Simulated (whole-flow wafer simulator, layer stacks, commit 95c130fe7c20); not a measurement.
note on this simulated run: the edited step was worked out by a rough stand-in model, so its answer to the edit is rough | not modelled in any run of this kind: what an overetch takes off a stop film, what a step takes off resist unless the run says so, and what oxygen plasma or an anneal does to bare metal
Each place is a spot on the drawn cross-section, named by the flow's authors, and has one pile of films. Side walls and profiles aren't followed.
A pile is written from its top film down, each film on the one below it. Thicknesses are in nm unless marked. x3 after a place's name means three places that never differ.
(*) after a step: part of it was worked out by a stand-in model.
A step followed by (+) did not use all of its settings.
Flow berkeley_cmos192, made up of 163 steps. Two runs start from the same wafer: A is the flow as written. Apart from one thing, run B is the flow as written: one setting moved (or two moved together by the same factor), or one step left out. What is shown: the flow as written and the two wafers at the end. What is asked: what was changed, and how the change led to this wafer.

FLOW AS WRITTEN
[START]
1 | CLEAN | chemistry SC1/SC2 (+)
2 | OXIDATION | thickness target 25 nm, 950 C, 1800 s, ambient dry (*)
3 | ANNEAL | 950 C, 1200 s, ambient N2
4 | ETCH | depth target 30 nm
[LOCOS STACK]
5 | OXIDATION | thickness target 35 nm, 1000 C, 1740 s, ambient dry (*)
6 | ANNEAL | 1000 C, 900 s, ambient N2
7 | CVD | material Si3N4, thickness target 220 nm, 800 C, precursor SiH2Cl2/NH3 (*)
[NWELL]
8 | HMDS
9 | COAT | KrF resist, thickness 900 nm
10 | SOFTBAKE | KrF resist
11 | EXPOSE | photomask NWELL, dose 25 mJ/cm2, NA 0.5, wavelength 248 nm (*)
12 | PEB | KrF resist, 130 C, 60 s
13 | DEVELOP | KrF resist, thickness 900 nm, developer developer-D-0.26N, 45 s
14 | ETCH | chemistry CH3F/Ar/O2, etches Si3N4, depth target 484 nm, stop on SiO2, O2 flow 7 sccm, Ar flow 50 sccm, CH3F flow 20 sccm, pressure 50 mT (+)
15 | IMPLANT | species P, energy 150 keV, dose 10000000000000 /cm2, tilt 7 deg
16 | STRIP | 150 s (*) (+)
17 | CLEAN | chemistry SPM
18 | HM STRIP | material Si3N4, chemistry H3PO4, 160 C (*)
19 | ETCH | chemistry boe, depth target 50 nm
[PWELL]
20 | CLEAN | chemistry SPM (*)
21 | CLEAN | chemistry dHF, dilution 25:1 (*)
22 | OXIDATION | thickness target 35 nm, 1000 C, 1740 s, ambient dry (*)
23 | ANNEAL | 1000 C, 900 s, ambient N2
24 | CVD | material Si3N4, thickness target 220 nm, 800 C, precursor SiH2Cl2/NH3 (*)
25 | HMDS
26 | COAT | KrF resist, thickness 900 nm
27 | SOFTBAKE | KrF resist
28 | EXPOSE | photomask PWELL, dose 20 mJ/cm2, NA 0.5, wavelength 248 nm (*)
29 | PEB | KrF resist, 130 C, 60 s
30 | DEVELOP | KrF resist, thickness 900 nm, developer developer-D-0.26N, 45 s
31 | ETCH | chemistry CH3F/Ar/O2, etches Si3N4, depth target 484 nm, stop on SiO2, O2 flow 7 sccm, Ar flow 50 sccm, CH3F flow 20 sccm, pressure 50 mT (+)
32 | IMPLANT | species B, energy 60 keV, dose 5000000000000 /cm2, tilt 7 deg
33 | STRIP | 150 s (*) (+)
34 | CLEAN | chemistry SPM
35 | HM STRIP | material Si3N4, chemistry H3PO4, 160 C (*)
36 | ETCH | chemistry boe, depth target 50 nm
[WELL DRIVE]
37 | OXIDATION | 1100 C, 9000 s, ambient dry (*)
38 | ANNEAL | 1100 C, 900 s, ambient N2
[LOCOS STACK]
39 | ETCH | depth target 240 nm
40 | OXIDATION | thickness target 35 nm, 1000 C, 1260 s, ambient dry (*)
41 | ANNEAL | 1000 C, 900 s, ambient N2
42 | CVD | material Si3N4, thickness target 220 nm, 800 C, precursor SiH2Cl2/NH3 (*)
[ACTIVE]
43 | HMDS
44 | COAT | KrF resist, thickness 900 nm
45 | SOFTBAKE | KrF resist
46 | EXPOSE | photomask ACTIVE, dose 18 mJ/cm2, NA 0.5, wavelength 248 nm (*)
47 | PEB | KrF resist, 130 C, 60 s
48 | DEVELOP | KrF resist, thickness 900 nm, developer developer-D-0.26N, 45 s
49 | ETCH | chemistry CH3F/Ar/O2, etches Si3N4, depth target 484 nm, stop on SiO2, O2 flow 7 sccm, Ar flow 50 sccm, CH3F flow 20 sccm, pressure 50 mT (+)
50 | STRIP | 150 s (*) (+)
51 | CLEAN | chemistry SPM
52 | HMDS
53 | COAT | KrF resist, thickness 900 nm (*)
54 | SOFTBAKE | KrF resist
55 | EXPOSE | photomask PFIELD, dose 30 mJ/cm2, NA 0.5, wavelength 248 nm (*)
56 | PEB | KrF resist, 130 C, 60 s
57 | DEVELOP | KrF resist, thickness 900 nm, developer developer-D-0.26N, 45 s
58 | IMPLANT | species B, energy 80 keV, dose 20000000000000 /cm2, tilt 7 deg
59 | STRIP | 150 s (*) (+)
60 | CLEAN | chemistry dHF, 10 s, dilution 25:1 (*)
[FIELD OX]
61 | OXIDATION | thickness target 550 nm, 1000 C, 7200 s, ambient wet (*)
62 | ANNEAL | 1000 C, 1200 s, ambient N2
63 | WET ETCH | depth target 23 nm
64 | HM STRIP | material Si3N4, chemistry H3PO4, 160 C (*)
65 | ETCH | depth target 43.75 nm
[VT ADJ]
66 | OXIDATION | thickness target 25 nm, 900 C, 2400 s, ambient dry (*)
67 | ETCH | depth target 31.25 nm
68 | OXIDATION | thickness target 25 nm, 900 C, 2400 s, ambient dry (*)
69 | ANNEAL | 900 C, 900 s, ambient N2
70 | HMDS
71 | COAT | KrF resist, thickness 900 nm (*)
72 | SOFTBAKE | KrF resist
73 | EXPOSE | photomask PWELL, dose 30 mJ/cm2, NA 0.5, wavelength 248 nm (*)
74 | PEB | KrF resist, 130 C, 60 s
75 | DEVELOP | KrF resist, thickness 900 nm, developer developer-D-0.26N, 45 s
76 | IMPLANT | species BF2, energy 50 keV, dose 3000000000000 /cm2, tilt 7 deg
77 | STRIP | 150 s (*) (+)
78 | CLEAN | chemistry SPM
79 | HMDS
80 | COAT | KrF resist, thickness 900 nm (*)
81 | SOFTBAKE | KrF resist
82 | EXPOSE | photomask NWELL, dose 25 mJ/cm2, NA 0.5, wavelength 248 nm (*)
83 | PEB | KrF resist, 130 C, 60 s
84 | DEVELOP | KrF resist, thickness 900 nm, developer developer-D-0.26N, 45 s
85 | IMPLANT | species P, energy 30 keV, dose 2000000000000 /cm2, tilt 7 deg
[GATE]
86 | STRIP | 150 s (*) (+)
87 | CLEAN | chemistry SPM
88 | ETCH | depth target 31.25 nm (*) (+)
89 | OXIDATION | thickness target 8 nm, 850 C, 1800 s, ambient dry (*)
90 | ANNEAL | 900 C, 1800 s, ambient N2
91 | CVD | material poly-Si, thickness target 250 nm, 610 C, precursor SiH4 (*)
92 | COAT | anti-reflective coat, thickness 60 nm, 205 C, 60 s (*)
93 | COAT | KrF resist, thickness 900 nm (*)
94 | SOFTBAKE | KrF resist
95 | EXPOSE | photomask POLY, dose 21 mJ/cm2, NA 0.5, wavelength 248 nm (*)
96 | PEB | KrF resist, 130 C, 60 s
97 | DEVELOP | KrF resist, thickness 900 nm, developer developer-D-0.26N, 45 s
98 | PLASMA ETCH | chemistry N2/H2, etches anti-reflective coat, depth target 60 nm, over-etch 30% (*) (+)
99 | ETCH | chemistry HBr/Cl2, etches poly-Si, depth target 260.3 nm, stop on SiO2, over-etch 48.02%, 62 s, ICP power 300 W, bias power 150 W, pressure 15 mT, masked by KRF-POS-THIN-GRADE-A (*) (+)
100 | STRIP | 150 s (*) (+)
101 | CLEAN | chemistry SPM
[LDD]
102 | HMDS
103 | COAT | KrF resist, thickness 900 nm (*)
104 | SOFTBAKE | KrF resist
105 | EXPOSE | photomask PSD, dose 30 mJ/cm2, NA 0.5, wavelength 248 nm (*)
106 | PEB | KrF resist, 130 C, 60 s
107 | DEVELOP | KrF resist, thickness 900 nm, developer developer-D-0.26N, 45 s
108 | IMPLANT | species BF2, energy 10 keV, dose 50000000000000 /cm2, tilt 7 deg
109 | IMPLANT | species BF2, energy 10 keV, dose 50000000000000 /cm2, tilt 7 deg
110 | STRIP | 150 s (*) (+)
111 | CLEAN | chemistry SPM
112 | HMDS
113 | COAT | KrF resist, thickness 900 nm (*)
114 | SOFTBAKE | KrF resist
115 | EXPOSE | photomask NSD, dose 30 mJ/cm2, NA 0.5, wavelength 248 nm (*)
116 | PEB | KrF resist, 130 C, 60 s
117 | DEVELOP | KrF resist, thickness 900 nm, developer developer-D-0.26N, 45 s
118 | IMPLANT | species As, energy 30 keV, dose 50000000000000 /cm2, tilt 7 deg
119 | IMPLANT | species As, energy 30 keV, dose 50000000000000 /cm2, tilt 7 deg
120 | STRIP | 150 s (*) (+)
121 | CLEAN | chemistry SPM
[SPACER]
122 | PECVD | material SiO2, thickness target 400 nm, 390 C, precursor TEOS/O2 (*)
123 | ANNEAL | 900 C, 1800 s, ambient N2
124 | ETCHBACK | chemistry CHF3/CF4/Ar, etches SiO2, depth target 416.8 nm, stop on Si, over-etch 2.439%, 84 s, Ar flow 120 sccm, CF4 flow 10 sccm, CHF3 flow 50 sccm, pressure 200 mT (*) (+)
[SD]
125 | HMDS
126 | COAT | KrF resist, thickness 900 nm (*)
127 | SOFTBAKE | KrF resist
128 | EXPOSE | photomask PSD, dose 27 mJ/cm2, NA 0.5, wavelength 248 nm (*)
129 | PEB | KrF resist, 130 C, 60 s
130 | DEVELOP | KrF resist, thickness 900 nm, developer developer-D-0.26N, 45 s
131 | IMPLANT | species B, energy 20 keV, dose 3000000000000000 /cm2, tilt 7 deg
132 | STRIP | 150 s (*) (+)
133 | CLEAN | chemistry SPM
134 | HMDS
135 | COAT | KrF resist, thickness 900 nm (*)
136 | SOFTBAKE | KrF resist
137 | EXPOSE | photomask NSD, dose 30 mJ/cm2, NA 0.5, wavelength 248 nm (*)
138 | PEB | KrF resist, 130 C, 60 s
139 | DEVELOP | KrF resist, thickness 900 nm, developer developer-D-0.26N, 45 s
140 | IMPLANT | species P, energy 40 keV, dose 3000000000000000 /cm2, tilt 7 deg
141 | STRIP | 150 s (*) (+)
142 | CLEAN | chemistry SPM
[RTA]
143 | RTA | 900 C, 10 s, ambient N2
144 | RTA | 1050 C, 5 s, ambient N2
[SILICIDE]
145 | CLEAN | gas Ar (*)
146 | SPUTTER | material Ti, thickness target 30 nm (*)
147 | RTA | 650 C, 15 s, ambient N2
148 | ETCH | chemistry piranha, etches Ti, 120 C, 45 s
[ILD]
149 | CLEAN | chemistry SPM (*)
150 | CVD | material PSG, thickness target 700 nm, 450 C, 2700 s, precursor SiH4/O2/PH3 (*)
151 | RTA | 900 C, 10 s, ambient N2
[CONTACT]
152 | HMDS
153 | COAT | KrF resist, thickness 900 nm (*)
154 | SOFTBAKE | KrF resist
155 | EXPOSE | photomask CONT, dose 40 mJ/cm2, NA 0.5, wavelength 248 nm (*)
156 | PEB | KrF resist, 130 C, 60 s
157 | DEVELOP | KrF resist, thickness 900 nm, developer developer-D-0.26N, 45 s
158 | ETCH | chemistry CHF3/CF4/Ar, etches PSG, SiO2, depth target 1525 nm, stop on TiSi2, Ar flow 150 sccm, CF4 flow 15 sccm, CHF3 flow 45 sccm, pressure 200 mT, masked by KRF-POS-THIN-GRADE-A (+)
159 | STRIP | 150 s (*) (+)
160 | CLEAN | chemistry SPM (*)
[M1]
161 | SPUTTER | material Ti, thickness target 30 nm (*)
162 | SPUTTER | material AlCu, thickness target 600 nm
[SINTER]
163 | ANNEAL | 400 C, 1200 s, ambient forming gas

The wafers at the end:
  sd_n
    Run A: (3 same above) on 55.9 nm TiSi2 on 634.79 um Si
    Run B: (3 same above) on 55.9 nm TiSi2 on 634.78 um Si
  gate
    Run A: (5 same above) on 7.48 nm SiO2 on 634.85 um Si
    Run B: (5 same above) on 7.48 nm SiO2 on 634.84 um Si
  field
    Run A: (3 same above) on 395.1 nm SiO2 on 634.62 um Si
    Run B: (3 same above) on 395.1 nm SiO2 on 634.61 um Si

The reason: step 37, OXIDATION: 10800 s was run, whereas the flow has 9000 s.

How this came from the change, step by step:
  37 | OXIDATION | 1100 C, 9000 s, ambient dry (*)
      field, sd_n, spacer_n and 6 more: A +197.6 SiO2 (new film), -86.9 Si | B +220.6 SiO2 (new film), -97.1 Si
  39 | ETCH | depth target 240 nm
      field, sd_n, spacer_n and 6 more: A -197.6 SiO2 (all of it) | B -220.6 SiO2 (all of it)
